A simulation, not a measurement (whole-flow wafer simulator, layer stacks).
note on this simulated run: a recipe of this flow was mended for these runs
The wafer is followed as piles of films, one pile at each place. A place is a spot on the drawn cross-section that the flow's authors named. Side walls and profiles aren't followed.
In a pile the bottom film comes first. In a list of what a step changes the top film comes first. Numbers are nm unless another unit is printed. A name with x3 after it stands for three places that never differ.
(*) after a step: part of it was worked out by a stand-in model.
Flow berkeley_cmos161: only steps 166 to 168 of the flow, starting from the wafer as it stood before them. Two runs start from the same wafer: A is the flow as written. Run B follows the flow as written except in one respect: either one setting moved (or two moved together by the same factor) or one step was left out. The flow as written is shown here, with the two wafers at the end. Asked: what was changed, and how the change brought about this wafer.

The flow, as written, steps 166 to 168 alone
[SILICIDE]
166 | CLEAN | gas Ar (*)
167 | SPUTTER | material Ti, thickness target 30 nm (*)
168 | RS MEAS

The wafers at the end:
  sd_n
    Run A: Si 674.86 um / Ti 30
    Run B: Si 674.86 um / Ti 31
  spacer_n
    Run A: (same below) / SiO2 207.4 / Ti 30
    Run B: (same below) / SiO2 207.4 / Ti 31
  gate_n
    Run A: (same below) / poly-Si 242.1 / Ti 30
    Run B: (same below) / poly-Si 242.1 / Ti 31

What caused this: step 167, SPUTTER: thickness target 31 nm was run, though the flow has thickness target 30 nm.
The wafer lets one read it off: sd_n has Ti 31, and step 167 as written asks for 30 nm.

The path from the change to this, step by step:
  167 | SPUTTER | material Ti, thickness target 30 nm (*)
      field, sd_n, spacer_n, gate_n, sd_p, spacer_p, gate_p, contact x2: A +30 Ti (new film) | B +31 Ti (new film)
